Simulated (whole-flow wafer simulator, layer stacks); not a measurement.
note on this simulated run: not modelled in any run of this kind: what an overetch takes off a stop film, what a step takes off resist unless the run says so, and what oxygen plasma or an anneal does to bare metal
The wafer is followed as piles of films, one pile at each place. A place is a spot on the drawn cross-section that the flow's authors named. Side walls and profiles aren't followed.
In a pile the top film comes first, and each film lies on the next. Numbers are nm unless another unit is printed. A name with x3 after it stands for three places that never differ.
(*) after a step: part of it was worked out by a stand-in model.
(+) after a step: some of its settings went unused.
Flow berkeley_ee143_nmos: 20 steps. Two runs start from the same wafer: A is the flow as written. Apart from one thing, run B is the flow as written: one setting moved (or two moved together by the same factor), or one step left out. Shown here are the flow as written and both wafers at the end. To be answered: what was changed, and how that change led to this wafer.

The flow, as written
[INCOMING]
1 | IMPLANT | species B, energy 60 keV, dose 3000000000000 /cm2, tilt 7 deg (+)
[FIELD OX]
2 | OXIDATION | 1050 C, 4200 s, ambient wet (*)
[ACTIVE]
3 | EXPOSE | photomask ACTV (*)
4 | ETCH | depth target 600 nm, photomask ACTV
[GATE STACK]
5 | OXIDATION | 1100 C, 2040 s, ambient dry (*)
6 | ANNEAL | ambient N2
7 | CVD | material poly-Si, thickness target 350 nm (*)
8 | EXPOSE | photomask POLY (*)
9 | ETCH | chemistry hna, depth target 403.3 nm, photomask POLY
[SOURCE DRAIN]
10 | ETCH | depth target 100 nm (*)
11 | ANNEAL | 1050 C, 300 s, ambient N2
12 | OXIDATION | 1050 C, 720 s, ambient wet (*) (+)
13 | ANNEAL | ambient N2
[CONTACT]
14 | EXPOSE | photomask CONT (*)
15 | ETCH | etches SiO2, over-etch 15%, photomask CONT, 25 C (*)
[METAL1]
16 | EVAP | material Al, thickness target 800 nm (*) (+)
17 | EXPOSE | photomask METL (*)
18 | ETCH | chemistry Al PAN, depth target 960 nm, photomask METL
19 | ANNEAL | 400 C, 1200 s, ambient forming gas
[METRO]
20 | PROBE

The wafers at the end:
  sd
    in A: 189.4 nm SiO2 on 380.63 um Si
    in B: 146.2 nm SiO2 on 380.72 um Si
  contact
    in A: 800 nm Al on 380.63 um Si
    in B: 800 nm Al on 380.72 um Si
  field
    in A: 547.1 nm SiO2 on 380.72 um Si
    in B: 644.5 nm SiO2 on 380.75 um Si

The reason: step 9, ETCH: depth target 320.7 nm was run, whereas the flow has depth target 403.3 nm.

Step by step, how the change led to this:
  9 | ETCH | chemistry hna, depth target 403.3 nm, photomask POLY
      sd, contact, field: A -350 poly-Si (all of it) | B -320.7 poly-Si
  10 | ETCH | depth target 100 nm (*)
      sd, contact: A -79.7 SiO2 (all of it) | B nothing
      field: A -100 SiO2 | B nothing
  12 | OXIDATION | 1050 C, 720 s, ambient wet (*) (+)
      sd, contact: A +189.4 SiO2 (new film), -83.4 Si | B -29.3 poly-Si (all of it), +66.5 SiO2
      field: A +69.1 SiO2, -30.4 Si | B -29.3 poly-Si (all of it), +66.5 SiO2
  15 | ETCH | etches SiO2, over-etch 15%, photomask CONT, 25 C (*)
      contact: A -189.4 SiO2 (all of it) | B -146.2 SiO2 (all of it)
